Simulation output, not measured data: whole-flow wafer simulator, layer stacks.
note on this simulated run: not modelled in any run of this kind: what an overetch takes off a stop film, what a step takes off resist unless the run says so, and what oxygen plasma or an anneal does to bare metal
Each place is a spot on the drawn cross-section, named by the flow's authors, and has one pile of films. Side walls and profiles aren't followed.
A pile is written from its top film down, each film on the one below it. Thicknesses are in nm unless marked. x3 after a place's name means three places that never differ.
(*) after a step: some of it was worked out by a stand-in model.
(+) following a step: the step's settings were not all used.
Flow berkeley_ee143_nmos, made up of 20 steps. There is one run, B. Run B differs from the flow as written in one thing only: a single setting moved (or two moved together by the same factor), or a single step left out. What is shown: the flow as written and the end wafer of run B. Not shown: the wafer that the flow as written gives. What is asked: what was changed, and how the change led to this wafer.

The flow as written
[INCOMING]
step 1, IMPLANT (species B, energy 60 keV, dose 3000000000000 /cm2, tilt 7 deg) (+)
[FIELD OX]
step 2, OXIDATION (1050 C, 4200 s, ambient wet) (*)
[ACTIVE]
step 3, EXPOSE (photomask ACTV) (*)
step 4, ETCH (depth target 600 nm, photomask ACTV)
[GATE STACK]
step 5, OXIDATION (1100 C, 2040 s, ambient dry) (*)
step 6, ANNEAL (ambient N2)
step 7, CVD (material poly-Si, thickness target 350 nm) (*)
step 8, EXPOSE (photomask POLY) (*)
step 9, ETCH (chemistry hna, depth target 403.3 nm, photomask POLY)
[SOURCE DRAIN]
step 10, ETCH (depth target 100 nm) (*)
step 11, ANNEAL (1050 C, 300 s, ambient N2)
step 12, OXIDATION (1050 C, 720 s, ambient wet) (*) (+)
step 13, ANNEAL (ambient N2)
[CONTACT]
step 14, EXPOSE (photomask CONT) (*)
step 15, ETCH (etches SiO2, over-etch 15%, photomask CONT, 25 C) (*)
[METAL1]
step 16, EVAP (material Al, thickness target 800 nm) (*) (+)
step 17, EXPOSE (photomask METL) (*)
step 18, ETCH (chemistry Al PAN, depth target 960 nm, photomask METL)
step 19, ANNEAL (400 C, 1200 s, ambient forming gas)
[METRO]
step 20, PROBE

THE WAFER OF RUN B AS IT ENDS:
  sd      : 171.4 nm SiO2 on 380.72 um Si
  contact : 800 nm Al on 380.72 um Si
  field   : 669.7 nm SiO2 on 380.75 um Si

Cause: step 9, ETCH: depth target 309.6 nm was run, though the flow has depth target 403.3 nm.

Step by step, how the change led to this:
  step 9, ETCH (chemistry hna, depth target 403.3 nm, photomask POLY)
      sd, contact, field: -309.6 poly-Si (as written it would have been: -350 poly-Si (all of it))
  step 10, ETCH (depth target 100 nm) (*)
      sd, contact: nothing (as written it would have been: -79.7 SiO2 (all of it))
      field: nothing (as written it would have been: -100 SiO2)
  step 12, OXIDATION (1050 C, 720 s, ambient wet) (*) (+)
      sd, contact: -40.4 poly-Si (all of it), +91.7 SiO2 (as written it would have been: +189.4 SiO2 (new film), -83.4 Si)
      field: -40.4 poly-Si (all of it), +91.7 SiO2 (as written it would have been: +69.1 SiO2, -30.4 Si)
  step 15, ETCH (etches SiO2, over-etch 15%, photomask CONT, 25 C) (*)
      contact: -171.4 SiO2 (all of it) (as written it would have been: -189.4 SiO2 (all of it))
